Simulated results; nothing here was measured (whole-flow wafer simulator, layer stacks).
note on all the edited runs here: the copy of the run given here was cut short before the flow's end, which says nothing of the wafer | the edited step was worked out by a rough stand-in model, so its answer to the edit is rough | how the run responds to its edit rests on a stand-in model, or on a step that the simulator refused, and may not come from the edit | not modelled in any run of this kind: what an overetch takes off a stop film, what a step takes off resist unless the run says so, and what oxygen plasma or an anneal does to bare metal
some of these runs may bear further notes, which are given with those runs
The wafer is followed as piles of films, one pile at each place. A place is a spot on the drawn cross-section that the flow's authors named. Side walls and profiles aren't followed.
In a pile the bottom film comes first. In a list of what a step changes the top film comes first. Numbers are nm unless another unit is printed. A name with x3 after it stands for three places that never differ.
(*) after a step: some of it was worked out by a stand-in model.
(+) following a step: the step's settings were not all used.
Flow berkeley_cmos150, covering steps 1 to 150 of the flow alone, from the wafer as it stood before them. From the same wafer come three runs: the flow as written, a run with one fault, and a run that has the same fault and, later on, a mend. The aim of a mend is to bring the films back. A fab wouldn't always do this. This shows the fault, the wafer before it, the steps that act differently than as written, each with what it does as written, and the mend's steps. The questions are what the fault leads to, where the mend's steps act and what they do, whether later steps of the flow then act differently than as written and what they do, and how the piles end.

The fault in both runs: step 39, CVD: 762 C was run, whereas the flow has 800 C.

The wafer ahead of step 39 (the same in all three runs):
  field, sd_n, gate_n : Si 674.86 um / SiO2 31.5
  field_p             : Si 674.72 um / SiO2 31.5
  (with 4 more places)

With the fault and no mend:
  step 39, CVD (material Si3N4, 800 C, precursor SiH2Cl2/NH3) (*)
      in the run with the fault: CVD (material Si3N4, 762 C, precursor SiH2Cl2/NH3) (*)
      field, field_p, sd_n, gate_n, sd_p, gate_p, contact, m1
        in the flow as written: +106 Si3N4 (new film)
        in the run with the fault: +65.5 Si3N4 (new film)
  Later steps of the flow acting differently than as written (34 more steps, not shown, differ only slightly: by at most 2% or 0.5 nm, whichever is larger):
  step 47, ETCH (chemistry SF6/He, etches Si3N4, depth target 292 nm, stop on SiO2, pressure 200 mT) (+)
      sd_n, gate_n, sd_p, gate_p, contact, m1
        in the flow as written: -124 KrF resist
        in the run with the fault: -79.9 KrF resist
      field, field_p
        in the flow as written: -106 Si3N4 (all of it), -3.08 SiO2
        in the run with the fault: -65.5 Si3N4 (all of it), -3.08 SiO2
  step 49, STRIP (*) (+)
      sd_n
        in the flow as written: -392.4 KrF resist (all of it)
        in the run with the fault: -436.5 KrF resist (all of it)
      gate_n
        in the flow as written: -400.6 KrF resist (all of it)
        in the run with the fault: -444.7 KrF resist (all of it)
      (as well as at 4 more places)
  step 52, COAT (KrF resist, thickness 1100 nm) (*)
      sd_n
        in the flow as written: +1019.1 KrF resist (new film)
        in the run with the fault: +1042.4 KrF resist (new film)
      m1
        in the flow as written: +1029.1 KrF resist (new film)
        in the run with the fault: +1052.4 KrF resist (new film)
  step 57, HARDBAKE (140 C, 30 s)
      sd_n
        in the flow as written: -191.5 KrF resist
        in the run with the fault: -195.8 KrF resist
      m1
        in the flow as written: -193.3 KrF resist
        in the run with the fault: -197.7 KrF resist
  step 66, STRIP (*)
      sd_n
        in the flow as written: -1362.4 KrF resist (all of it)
        in the run with the fault: -1391.7 KrF resist (all of it)
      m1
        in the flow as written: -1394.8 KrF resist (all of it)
        in the run with the fault: -1423.4 KrF resist (all of it)
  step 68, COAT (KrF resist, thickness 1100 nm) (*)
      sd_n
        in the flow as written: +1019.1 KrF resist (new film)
        in the run with the fault: +1042.4 KrF resist (new film)
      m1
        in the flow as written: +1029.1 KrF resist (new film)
        in the run with the fault: +1052.4 KrF resist (new film)
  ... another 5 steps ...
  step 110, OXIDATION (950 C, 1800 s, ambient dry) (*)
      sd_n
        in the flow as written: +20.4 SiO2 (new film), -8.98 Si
        in the run with the fault: +13 SiO2, -5.71 Si
  By the end, the piles at sd_n depart from the flow's by more than 2% or 0.5 nm, whichever is larger.
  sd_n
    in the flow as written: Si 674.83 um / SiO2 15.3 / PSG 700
    in the run with the fault: Si 674.82 um / SiO2 28.4 / PSG 700

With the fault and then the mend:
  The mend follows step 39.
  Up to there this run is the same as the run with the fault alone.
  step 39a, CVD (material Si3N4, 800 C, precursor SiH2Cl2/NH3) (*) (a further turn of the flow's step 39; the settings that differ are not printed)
      field, field_p, sd_n, gate_n, sd_p, gate_p, contact, m1
        +40.6 Si3N4
  Every later step of the flow that is run acts as written at every place that is followed.
  By the end, the piles equal the flow's at every place that both follow.
